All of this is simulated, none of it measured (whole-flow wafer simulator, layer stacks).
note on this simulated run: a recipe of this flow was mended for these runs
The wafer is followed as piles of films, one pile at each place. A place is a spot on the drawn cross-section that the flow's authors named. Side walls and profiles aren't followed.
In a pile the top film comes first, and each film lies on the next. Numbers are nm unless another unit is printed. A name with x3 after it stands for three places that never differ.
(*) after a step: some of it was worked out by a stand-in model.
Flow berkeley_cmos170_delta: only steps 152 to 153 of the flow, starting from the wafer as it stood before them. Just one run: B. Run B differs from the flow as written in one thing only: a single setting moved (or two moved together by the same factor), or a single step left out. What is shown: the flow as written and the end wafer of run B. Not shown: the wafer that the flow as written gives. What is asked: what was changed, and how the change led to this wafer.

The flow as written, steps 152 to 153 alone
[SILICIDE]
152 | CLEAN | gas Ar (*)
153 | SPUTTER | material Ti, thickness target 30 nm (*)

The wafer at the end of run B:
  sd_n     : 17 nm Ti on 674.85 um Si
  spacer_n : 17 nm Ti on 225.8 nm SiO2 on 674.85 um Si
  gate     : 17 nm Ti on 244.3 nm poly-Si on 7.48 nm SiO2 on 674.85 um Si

The reason: step 153, SPUTTER: thickness target 17 nm was run, while the flow as written has thickness target 30 nm.
The wafer lets one read it off: sd_n has Ti 17, and step 153 as written asks for 30 nm.

How this came from the change, step by step:
  153 | SPUTTER | material Ti, thickness target 30 nm (*)
      field, sd_n, spacer_n, gate, spacer_p, gate_p, contact x2: +17 Ti (new film) (in the flow as written it would be: +30 Ti (new film))
      sd_p: +15.6 Ti (new film) (in the flow as written it would be: +27.5 Ti (new film))
